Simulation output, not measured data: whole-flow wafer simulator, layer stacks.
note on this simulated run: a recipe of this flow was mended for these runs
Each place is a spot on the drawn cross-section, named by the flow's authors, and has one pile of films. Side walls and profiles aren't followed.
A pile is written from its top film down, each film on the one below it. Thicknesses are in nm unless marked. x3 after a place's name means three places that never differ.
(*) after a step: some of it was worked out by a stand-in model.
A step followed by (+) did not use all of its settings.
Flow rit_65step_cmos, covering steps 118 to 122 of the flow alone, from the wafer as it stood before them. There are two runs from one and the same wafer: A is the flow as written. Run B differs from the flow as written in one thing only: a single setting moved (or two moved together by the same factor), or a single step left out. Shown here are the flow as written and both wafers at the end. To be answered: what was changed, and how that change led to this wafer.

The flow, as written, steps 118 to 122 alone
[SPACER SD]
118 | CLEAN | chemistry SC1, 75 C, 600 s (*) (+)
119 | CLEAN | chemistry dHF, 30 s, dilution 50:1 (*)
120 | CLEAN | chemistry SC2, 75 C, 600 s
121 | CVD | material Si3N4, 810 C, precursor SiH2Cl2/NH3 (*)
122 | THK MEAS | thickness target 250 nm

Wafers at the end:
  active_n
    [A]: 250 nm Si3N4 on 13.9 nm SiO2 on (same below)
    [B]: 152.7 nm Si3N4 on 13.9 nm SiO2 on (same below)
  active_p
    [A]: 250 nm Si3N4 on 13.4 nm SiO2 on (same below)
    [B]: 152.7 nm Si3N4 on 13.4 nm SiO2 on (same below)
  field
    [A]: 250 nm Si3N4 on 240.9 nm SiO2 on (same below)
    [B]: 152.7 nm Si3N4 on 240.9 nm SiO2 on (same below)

The reason: step 121, CVD: 775 C was run, whereas the flow has 810 C.

Step by step, how the change led to this:
  121 | CVD | material Si3N4, 810 C, precursor SiH2Cl2/NH3 (*)
      field, field_pw, field_nw and 11 more: A Si3N4 gains 250 (new film) | B Si3N4 gains 152.7 (new film)
